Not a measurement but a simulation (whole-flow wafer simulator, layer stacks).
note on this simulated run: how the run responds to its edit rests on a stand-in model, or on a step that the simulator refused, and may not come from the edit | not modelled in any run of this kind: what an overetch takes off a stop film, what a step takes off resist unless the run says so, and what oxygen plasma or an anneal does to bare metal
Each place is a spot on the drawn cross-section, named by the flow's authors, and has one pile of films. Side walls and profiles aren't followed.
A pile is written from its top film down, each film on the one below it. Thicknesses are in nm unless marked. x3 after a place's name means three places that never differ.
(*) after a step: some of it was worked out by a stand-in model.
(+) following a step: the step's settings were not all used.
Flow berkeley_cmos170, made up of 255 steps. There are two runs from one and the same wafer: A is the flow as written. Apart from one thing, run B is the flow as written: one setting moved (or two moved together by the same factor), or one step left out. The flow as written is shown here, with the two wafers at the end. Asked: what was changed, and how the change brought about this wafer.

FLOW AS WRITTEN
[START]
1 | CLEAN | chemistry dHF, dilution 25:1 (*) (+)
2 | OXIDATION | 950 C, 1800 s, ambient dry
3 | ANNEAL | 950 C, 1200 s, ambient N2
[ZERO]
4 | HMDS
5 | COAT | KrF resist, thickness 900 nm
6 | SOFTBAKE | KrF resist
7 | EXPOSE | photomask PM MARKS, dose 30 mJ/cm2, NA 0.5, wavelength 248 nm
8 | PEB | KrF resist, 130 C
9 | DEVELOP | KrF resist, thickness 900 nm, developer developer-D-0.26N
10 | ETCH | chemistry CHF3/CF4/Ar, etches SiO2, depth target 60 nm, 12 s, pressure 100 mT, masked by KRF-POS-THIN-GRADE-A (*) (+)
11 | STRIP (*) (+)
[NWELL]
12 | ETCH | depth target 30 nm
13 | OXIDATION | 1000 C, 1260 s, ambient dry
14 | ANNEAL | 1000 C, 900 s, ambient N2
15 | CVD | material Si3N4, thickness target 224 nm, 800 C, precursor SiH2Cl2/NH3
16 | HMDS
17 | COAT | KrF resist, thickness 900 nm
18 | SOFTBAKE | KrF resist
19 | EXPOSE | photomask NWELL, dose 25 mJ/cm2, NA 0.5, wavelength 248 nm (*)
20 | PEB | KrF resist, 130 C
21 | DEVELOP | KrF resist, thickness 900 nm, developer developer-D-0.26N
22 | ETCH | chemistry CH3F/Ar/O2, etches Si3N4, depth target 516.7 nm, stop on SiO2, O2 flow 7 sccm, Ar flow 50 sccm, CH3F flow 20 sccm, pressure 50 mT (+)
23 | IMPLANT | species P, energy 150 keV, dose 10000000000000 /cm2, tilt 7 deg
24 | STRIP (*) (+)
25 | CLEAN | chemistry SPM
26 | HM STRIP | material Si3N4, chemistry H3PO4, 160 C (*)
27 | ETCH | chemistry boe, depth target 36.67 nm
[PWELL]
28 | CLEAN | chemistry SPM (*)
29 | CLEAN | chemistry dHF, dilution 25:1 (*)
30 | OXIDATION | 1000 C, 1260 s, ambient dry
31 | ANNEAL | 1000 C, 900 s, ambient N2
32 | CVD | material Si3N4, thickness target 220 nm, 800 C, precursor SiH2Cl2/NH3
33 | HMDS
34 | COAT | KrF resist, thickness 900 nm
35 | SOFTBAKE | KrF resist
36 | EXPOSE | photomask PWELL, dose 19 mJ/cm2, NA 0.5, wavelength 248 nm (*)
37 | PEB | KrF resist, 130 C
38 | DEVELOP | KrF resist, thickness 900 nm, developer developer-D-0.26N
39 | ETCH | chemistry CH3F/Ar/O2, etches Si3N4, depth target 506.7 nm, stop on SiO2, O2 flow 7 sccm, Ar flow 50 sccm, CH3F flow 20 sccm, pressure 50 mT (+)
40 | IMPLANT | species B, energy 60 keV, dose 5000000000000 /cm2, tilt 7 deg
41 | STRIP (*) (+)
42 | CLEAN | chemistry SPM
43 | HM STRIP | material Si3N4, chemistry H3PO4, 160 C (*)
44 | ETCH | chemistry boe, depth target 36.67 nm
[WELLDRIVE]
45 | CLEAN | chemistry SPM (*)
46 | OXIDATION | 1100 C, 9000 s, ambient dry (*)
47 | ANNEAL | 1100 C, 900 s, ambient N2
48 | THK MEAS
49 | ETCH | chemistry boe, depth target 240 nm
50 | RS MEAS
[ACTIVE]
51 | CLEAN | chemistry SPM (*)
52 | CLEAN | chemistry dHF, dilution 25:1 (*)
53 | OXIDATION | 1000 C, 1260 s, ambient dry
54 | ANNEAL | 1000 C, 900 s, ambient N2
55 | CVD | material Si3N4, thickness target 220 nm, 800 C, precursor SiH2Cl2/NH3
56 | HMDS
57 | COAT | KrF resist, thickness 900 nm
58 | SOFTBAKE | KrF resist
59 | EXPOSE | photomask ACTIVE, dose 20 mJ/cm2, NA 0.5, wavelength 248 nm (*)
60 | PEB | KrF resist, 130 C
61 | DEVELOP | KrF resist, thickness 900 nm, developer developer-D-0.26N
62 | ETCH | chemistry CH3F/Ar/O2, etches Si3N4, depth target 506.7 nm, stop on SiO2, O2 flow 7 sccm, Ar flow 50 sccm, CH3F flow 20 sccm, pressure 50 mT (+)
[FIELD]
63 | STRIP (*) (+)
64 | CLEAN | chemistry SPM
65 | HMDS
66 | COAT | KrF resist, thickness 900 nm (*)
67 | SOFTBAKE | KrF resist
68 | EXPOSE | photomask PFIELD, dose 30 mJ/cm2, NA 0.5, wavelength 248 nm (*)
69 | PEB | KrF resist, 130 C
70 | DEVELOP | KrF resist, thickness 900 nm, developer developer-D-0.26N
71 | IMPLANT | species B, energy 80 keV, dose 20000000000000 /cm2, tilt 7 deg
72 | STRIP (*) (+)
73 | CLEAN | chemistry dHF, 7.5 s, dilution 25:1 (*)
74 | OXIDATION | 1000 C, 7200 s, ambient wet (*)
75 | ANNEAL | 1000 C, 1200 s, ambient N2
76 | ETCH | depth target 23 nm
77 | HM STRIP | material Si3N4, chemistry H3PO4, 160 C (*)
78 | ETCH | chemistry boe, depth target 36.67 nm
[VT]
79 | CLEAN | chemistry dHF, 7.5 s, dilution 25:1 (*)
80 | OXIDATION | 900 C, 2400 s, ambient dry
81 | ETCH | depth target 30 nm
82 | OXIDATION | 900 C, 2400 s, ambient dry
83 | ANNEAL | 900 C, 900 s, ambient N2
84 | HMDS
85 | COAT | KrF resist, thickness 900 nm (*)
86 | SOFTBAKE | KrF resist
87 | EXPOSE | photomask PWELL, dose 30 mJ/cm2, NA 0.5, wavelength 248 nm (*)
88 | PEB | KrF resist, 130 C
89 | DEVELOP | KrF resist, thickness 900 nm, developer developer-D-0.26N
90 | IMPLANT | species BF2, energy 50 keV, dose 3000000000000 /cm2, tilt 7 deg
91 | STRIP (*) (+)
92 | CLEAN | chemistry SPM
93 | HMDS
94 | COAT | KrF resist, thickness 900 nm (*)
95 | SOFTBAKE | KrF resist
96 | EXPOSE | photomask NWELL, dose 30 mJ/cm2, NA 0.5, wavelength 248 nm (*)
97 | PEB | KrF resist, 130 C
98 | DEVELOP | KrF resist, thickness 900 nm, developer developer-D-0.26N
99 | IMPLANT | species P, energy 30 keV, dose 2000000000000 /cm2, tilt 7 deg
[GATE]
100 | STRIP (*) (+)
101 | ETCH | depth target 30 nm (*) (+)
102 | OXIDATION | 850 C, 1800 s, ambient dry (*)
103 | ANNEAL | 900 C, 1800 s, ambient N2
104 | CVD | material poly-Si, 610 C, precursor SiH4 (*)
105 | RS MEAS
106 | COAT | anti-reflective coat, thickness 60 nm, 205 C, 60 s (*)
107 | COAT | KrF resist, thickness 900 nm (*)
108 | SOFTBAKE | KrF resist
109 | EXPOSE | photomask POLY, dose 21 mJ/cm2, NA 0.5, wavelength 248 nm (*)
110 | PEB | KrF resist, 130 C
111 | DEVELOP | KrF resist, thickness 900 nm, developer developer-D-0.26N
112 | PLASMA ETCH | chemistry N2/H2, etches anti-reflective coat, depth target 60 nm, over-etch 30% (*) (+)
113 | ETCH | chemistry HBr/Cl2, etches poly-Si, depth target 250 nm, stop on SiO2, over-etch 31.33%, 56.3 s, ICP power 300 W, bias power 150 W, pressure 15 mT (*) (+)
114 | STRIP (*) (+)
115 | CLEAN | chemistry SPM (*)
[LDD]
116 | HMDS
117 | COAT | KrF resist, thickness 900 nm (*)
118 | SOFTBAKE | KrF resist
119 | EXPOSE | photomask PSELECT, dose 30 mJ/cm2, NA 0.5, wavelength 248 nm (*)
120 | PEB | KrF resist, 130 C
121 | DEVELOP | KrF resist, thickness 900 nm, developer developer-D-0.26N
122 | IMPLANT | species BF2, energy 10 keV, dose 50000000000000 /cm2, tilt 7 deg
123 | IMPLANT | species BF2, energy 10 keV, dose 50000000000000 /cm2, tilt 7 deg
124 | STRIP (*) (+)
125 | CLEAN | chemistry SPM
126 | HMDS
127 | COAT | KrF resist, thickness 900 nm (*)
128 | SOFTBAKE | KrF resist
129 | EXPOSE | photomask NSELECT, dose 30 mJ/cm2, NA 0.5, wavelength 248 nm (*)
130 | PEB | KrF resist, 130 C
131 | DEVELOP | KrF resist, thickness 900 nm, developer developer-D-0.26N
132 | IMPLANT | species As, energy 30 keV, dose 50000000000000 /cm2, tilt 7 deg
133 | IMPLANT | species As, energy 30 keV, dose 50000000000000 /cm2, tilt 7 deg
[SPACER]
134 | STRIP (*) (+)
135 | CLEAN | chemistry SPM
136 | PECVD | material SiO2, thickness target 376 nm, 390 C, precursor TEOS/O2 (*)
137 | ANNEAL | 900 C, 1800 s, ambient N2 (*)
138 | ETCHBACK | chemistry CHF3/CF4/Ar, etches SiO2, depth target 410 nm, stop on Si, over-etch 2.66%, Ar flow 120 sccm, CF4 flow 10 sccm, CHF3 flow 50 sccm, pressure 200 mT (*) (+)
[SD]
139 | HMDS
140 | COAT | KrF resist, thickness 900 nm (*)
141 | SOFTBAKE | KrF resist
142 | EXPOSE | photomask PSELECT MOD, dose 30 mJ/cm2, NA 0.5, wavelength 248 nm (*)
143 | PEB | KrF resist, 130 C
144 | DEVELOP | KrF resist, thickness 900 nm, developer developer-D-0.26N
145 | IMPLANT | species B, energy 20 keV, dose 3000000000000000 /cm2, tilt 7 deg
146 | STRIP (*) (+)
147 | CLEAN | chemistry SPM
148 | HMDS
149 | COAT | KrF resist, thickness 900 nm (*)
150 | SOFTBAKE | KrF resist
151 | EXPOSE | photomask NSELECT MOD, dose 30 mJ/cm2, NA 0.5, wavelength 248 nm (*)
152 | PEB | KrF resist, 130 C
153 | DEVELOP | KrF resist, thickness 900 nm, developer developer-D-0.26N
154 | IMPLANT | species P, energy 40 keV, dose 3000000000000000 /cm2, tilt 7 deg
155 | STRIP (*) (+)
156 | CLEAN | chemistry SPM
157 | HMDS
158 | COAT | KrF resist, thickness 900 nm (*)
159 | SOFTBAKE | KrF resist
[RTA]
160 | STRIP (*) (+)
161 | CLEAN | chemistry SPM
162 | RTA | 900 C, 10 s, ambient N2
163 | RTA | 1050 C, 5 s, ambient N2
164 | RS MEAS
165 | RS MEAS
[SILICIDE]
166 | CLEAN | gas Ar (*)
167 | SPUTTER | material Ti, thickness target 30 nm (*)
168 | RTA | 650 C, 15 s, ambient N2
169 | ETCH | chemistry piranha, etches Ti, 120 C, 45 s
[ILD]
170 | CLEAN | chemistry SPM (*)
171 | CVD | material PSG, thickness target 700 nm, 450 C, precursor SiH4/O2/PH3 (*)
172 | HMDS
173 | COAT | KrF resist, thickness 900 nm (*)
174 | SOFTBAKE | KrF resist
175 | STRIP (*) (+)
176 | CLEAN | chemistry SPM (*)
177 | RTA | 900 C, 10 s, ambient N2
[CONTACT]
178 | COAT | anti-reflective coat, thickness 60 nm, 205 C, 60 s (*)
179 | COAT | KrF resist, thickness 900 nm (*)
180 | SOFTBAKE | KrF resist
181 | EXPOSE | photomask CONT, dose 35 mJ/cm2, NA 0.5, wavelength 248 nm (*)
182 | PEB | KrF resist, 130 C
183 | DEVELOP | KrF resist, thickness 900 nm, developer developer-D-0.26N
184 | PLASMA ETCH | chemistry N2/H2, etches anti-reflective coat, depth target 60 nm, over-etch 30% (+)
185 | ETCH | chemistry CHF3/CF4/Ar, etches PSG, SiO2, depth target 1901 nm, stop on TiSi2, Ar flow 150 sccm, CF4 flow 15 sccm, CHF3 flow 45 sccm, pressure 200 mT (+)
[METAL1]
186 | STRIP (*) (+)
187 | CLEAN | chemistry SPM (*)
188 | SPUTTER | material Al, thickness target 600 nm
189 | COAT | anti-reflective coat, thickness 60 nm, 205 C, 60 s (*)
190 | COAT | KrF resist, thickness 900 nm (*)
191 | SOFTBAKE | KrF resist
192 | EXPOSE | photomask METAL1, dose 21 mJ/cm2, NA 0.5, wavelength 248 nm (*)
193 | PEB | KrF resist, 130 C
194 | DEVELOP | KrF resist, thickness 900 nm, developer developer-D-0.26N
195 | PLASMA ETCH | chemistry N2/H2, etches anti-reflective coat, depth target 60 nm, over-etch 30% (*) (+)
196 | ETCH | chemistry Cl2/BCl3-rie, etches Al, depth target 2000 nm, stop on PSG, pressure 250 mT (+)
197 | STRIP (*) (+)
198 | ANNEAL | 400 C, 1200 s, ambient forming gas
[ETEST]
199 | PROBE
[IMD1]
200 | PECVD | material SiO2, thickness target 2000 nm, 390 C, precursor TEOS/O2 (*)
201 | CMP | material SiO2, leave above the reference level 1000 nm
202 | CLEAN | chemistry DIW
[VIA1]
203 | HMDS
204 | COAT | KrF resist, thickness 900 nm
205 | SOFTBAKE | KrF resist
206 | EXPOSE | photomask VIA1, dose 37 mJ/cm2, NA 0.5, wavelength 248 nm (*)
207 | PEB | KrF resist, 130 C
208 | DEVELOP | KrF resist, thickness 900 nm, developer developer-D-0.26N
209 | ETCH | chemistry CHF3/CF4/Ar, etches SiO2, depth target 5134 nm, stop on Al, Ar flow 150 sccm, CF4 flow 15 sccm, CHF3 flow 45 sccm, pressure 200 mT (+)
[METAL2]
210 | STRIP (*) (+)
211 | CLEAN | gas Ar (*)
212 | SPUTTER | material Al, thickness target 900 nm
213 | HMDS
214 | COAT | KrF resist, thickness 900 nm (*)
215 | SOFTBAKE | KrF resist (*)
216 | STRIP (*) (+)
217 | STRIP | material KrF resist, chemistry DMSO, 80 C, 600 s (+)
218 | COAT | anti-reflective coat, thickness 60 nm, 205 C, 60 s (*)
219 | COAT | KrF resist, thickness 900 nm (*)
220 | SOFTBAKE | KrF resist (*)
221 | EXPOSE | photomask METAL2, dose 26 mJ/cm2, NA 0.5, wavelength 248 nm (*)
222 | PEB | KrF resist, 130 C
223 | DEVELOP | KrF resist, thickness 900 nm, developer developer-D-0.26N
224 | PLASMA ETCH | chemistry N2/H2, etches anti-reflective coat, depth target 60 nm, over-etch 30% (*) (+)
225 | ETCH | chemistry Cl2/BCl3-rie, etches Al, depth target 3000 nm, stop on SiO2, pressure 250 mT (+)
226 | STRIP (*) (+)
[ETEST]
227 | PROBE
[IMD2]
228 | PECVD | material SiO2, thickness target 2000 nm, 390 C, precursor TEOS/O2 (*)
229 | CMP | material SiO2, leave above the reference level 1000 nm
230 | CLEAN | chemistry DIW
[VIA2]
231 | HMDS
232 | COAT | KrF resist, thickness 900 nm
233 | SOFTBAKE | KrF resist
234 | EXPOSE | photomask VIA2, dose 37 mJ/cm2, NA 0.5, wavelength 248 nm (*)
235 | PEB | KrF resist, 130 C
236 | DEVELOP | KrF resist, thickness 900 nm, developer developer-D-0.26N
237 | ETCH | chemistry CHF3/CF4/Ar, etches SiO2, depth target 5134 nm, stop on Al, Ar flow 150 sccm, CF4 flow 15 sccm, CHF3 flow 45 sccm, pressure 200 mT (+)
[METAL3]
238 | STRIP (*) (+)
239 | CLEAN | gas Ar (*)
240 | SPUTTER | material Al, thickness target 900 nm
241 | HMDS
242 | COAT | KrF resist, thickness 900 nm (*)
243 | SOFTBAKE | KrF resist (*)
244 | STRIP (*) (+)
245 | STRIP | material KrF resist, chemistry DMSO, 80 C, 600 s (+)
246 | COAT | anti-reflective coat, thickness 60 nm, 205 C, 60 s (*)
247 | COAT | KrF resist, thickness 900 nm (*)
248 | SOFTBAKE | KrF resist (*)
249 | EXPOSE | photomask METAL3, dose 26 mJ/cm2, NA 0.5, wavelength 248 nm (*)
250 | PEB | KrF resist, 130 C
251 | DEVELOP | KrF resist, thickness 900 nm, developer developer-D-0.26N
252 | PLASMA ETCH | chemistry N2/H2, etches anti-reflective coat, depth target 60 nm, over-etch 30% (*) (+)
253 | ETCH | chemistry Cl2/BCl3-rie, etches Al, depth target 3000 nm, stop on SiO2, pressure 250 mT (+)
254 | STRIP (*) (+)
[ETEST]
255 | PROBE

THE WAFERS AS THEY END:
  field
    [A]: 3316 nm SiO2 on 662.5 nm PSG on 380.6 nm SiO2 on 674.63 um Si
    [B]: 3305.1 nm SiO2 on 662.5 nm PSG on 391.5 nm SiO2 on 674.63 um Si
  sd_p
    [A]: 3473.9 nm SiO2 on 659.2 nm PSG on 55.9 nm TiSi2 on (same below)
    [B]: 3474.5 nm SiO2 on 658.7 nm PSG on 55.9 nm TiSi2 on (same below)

Cause: step 76, ETCH: depth target 12 nm was run, while the flow as written has depth target 23 nm.

The path from the change to this, step by step:
  76 | ETCH | depth target 23 nm
      field: A -23 SiO2 | B -12 SiO2
  106 | COAT | anti-reflective coat, thickness 60 nm, 205 C, 60 s (*)
      field: A +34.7 anti-reflective coat (new film) | B +35.7 anti-reflective coat (new film)
      sd_n: A +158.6 anti-reflective coat (new film) | B +171.2 anti-reflective coat (new film)
      (as well as at 5 more places)
  112 | PLASMA ETCH | chemistry N2/H2, etches anti-reflective coat, depth target 60 nm, over-etch 30% (*) (+)
      field: A -34.7 anti-reflective coat (all of it), -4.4 poly-Si | B -35.7 anti-reflective coat (all of it), -4.79 poly-Si
      sd_n: A -158.6 anti-reflective coat (all of it), -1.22 poly-Si | B -171.2 anti-reflective coat (all of it), -1.32 poly-Si
      (as well as at 3 more places)
  114 | STRIP (*) (+)
      gate_n: A +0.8 chemical SiO2 (new film), -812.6 KrF resist (all of it), -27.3 anti-reflective coat (all of it), -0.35 poly-Si | B +0.8 chemical SiO2 (new film), -823.8 KrF resist (all of it), -24.5 anti-reflective coat (all of it), -0.35 poly-Si
      gate_p: A +0.8 chemical SiO2 (new film), -782.1 KrF resist (all of it), -29.6 anti-reflective coat (all of it), -0.35 poly-Si | B +0.8 chemical SiO2 (new film), -788 KrF resist (all of it), -28.2 anti-reflective coat (all of it), -0.35 poly-Si
  178 | COAT | anti-reflective coat, thickness 60 nm, 205 C, 60 s (*)
      sd_n: A +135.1 anti-reflective coat (new film) | B +141.7 anti-reflective coat (new film)
      m2: A +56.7 anti-reflective coat (new film) | B +55.2 anti-reflective coat (new film)
  186 | STRIP (*) (+)
      sd_n: A -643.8 KrF resist (all of it), -135.1 anti-reflective coat (all of it) | B -643.1 KrF resist (all of it), -141.7 anti-reflective coat (all of it)
      m2: A -689 KrF resist (all of it), -56.7 anti-reflective coat (all of it) | B -693.2 KrF resist (all of it), -55.2 anti-reflective coat (all of it)
  189 | COAT | anti-reflective coat, thickness 60 nm, 205 C, 60 s (*)
      gate_n: A +48 anti-reflective coat (new film) | B +49 anti-reflective coat (new film)
      sd_p: A +86.5 anti-reflective coat (new film) | B +88.3 anti-reflective coat (new film)
      (as well as at 1 more place)
  195 | PLASMA ETCH | chemistry N2/H2, etches anti-reflective coat, depth target 60 nm, over-etch 30% (*) (+)
      contact, m1, via1, m2, via2: A -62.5 KrF resist | B -63.8 KrF resist
      gate_n: A -48 anti-reflective coat (all of it) | B -49 anti-reflective coat (all of it)
      (as well as at 1 more place)
  197 | STRIP (*) (+)
      m2: A -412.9 KrF resist (all of it), -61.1 anti-reflective coat (all of it) | B -416.1 KrF resist (all of it), -59.6 anti-reflective coat (all of it)
  201 | CMP | material SiO2, leave above the reference level 1000 nm
      field: A -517 SiO2 | B -528 SiO2
